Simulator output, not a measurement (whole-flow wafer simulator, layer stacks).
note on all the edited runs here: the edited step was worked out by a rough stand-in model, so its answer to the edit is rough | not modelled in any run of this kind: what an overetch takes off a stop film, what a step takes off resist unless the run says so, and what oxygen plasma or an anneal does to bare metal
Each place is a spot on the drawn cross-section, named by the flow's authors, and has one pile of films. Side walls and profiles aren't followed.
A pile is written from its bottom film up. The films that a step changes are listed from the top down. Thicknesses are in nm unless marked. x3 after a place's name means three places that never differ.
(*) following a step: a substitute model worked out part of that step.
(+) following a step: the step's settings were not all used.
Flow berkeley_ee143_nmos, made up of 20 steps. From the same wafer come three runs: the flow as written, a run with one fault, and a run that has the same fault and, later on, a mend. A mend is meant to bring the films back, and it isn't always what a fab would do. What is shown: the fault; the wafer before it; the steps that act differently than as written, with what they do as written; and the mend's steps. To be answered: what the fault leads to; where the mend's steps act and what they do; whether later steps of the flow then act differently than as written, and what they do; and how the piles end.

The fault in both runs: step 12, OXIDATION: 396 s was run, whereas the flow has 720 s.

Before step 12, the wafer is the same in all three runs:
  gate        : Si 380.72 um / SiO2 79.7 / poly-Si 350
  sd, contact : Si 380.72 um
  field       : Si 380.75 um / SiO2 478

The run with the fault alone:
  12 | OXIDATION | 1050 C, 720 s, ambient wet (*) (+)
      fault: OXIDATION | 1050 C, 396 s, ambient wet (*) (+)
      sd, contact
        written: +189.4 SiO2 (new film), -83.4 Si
        fault: +121.7 SiO2 (new film), -53.6 Si
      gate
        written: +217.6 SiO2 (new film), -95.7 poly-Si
        fault: +145.1 SiO2 (new film), -63.8 poly-Si
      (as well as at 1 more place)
  Later steps of the flow acting differently than as written:
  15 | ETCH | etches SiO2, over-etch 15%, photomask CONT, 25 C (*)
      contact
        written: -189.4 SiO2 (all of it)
        fault: -121.7 SiO2 (all of it)
  At gate, sd, field, the piles at the end differ from the flow's by more than 2% or 0.5 nm, whichever is larger.
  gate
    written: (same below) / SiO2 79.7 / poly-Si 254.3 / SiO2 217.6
    fault: (same below) / SiO2 79.7 / poly-Si 286.2 / SiO2 145.1
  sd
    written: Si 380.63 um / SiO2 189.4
    fault: Si 380.66 um / SiO2 121.7
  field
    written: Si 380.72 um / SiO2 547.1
    fault: Si 380.73 um / SiO2 516.9

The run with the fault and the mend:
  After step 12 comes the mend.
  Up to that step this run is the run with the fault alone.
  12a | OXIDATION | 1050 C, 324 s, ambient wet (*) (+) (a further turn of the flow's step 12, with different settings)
      sd, contact
        +67.7 SiO2, -29.8 Si
      gate
        +72.5 SiO2, -31.9 poly-Si
      field
        +30.2 SiO2, -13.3 Si
  None of the later steps of the flow acts differently than as written at any place that is followed.
  By the end, the piles equal the flow's at every place that both follow.
